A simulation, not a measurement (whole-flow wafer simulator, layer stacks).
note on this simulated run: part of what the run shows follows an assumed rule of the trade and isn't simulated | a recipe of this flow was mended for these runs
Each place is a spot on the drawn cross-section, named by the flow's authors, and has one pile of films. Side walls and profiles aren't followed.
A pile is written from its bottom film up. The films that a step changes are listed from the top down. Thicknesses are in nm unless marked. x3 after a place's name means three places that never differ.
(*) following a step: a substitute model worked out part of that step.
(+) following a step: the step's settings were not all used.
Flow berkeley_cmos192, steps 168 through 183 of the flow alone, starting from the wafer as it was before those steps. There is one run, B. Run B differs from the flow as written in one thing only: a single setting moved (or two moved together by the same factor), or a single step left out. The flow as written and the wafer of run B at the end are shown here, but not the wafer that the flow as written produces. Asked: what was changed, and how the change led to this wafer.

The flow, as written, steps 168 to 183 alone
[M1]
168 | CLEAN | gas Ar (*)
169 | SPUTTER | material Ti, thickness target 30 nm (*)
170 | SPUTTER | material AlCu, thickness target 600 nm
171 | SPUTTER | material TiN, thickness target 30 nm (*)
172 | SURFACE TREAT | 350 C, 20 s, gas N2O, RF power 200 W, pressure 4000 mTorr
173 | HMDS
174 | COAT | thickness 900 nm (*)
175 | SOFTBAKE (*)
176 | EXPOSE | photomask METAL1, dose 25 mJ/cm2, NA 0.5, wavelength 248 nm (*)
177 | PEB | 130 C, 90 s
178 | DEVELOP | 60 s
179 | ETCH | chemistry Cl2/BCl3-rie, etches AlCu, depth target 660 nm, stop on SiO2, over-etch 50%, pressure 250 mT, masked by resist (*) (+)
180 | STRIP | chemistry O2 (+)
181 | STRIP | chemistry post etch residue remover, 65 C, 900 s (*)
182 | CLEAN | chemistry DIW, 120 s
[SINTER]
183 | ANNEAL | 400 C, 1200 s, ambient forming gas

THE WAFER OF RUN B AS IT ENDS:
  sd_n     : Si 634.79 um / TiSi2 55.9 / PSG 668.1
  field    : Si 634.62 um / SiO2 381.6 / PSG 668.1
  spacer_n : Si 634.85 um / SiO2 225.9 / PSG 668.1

Cause: step 179, ETCH: depth target 581 nm was run, whereas the flow has depth target 660 nm.

How this came from the change, step by step:
  179 | ETCH | chemistry Cl2/BCl3-rie, etches AlCu, depth target 660 nm, stop on SiO2, over-etch 50%, pressure 250 mT, masked by resist (*) (+)
      field, sd_n, spacer_n, gate, spacer_p, gate_p: -30 TiN (all of it), -600 AlCu (all of it), -30 Ti (all of it), -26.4 PSG (it would be, as written: -30 TiN (all of it), -600 AlCu (all of it), -30 Ti (all of it), -41.2 PSG)
      contact, m1: -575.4 KrF-resist (it would be, as written: -495 KrF-resist)
      (and at 1 other place as well)
  180 | STRIP | chemistry O2 (+)
      contact: -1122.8 KrF-resist (all of it) (it would be, as written: -1203.2 KrF-resist (all of it))
      m1: -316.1 KrF-resist (all of it) (it would be, as written: -396.5 KrF-resist (all of it))
